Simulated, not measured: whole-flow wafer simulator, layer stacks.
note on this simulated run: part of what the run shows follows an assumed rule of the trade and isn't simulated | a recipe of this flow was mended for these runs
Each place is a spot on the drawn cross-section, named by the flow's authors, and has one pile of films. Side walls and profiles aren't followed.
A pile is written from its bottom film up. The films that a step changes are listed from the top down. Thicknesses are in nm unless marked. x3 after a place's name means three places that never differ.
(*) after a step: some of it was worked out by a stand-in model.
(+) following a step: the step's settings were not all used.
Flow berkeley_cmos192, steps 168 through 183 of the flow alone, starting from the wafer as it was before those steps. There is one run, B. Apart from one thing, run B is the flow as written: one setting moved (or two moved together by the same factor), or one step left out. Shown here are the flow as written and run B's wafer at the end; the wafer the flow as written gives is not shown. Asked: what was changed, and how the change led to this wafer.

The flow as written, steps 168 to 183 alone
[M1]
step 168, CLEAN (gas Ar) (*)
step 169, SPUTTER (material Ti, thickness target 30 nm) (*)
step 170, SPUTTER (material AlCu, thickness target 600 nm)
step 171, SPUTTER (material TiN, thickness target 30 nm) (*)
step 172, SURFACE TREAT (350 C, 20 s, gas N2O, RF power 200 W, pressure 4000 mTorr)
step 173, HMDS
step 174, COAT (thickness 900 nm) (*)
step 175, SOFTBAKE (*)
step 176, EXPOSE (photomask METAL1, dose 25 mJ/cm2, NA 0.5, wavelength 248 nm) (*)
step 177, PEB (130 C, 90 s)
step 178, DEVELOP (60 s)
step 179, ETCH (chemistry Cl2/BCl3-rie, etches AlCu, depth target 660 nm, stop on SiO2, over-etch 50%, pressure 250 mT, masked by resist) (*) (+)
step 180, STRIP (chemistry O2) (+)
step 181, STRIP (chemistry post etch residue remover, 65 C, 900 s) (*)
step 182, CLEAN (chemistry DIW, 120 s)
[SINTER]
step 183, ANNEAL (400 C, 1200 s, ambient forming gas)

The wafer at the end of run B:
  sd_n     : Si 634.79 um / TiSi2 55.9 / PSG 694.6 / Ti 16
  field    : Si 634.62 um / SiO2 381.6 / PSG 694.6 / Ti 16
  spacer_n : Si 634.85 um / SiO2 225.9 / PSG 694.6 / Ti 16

Cause: step 169, SPUTTER: thickness target 19 nm was run, whereas the flow has thickness target 30 nm; step 179, ETCH: depth target 422 nm was run, where the flow has depth target 660 nm.

The path from the change to this, step by step:
  step 169, SPUTTER (material Ti, thickness target 30 nm) (*)
      field, sd_n, spacer_n, gate, spacer_p, gate_p, m1: +19 Ti (new film) (it would be, as written: +30 Ti (new film))
      sd_p: +17 Ti (new film) (it would be, as written: +26.8 Ti (new film))
      (as well as at 1 more place)
  step 179, ETCH (chemistry Cl2/BCl3-rie, etches AlCu, depth target 660 nm, stop on SiO2, over-etch 50%, pressure 250 mT, masked by resist) (*) (+)
      field, sd_n, spacer_n, gate, spacer_p, gate_p: -30 TiN (all of it), -600 AlCu (all of it), -3 Ti (it would be, as written: -30 TiN (all of it), -600 AlCu (all of it), -30 Ti (all of it), -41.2 PSG)
      contact, m1: -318 KrF-resist (it would be, as written: -495 KrF-resist)
      (as well as at 1 more place)
  step 180, STRIP (chemistry O2) (+)
      contact: -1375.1 KrF-resist (all of it) (it would be, as written: -1203.2 KrF-resist (all of it))
      m1: -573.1 KrF-resist (all of it) (it would be, as written: -396.5 KrF-resist (all of it))
If metal films that touch count as one body, sd_n has 1 body; the flow as written gives 0 bodies.
If metal films that touch count as one body, field has 1 body; the flow as written gives 0 bodies.
If metal films that touch count as one body, spacer_n has 1 body; the flow as written gives 0 bodies.
